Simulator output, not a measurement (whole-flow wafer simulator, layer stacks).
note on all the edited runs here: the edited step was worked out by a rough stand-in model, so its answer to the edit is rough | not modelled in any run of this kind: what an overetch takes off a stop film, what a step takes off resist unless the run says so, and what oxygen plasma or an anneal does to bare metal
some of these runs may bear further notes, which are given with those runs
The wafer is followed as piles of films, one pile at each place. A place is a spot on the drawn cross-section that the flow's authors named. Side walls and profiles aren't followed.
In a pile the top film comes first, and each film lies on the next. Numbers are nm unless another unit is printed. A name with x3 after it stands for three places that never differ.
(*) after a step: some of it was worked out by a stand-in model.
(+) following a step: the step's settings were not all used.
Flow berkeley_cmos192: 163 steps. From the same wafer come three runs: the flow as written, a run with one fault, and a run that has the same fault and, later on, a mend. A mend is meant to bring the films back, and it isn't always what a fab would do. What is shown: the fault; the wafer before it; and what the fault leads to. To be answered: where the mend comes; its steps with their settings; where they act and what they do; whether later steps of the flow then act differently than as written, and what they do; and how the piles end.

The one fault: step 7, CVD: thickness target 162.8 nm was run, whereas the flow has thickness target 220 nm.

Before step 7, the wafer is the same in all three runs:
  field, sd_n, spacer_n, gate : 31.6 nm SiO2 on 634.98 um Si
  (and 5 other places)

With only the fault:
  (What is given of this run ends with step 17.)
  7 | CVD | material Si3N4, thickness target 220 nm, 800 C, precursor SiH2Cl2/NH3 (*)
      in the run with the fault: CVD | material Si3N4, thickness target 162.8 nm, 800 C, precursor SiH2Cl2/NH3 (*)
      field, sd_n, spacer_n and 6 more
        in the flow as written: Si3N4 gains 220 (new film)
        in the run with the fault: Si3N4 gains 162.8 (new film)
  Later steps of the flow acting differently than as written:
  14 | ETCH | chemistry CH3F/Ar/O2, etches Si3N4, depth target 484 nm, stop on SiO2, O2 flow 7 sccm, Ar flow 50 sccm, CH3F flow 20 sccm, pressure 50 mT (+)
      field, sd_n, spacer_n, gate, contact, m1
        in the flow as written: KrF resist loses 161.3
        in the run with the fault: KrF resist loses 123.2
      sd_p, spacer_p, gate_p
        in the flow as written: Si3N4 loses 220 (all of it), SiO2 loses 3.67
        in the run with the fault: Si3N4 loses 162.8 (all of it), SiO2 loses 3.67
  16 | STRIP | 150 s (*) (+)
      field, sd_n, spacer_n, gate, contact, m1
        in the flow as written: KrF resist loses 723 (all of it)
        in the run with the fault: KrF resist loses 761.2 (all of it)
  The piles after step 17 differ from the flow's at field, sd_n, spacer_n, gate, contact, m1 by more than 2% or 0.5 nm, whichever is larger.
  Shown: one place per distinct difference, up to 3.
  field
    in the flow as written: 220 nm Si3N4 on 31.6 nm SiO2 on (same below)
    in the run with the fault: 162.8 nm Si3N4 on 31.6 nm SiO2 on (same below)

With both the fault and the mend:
  The mend stands after step 13.
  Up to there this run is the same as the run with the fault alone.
  13a | STRIP | 150 s (*) (+)
      field, sd_n, spacer_n, gate, contact, m1
        KrF resist loses 884.4 (all of it)
  13b | CLEAN | chemistry SC1/SC2 (*) (the flow's step 1, run once more)
      alters no film at any place that is followed
  13c | CVD | material Si3N4, thickness target 57.2 nm, 800 C, precursor SiH2Cl2/NH3 (*) (the flow's step 7, run once more with other settings)
      field, sd_n, spacer_n and 6 more
        Si3N4 gains 57.2
  13d | HMDS (the flow's step 8, run once more)
      alters no film at any place that is followed
  13e | COAT | KrF resist, thickness 900 nm (the flow's step 9, run once more)
      field, sd_n, spacer_n and 6 more
        KrF resist gains 900 (new film)
  13f | SOFTBAKE | KrF resist (the flow's step 10, run once more)
      alters no film at any place that is followed
  13g | EXPOSE | photomask NWELL, dose 25 mJ/cm2, NA 0.5, wavelength 248 nm (*) (the flow's step 11, run once more)
      alters no film at any place that is followed
  13h | PEB | KrF resist, 130 C, 60 s (the flow's step 12, run once more)
      field, sd_n, spacer_n and 6 more
        KrF resist loses 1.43
  13i | DEVELOP | KrF resist, thickness 900 nm, developer developer-D-0.26N, 45 s (the flow's step 13, run once more)
      field, sd_n, spacer_n, gate, contact, m1
        KrF resist loses 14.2
      sd_p, spacer_p, gate_p
        KrF resist loses 898.6 (all of it)
  Later steps of the flow that are run all act as written at every place that is followed.
  The piles end the same as the flow's at every place that both follow.
